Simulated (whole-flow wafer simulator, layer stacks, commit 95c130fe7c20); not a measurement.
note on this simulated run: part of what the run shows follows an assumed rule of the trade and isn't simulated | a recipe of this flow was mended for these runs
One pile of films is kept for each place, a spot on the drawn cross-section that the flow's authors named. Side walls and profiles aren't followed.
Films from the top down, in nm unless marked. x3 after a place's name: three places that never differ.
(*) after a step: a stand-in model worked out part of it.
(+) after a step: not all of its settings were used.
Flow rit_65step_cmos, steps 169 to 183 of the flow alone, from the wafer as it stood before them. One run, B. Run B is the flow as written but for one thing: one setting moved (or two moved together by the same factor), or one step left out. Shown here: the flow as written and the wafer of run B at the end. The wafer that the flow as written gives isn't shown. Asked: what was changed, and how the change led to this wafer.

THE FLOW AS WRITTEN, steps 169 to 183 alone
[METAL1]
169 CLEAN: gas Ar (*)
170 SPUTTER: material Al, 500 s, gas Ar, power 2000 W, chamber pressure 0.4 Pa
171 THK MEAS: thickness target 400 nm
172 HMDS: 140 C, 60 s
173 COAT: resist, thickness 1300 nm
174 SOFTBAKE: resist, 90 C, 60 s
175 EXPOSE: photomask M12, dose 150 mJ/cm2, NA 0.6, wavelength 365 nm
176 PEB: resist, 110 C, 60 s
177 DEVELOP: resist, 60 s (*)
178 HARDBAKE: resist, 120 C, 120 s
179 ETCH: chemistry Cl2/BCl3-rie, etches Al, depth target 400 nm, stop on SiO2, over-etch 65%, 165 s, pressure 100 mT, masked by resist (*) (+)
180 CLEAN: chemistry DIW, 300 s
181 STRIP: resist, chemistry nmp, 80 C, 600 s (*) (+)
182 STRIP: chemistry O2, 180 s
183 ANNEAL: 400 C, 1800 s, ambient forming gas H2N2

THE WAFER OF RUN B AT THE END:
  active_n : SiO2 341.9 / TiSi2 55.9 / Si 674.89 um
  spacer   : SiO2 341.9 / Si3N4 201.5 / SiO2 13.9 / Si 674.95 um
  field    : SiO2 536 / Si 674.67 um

The cause: step 170, SPUTTER: 306 s was run, where the flow has 500 s; step 177, DEVELOP: 36.8 s was run, where the flow has 60 s.

How the change led to this, step by step:
  170 SPUTTER: material Al, 500 s, gas Ar, power 2000 W, chamber pressure 0.4 Pa
      field, field_pw, field_nw and 10 more: Al +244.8 (new film) (as written it would be: Al +400 (new film))
      contact: Al +161.2 (new film) (as written it would be: Al +255.4 (new film))
  173 COAT: resist, thickness 1300 nm
      contact: resist +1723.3 (new film) (as written it would be: resist +1785.1 (new film))
  176 PEB: resist, 110 C, 60 s
      contact: resist -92 (as written it would be: resist -95.5)
  177 DEVELOP: resist, 60 s (*)
      active_n, active_p: resist -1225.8 (all of it), Al -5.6 (as written it would be: resist -1226.2 (all of it), Al -13.3)
      field: resist -1291.3 (all of it), Al -5.6 (as written it would be: resist -1291.6 (all of it), Al -13.3)
      (and at 9 more places)
  178 HARDBAKE: resist, 120 C, 120 s
      contact: resist -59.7 (as written it would be: resist -62.1)
  179 ETCH: chemistry Cl2/BCl3-rie, etches Al, depth target 400 nm, stop on SiO2, over-etch 65%, 165 s, pressure 100 mT, masked by resist (*) (+)
      field, field_pw, field_nw and 9 more: Al -239.2 (all of it), SiO2 -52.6 (as written it would be: Al -386.7 (all of it), SiO2 -34.2)
  181 STRIP: resist, chemistry nmp, 80 C, 600 s (*) (+)
      contact: resist -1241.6 (all of it) (as written it would be: resist -1297.5 (all of it))
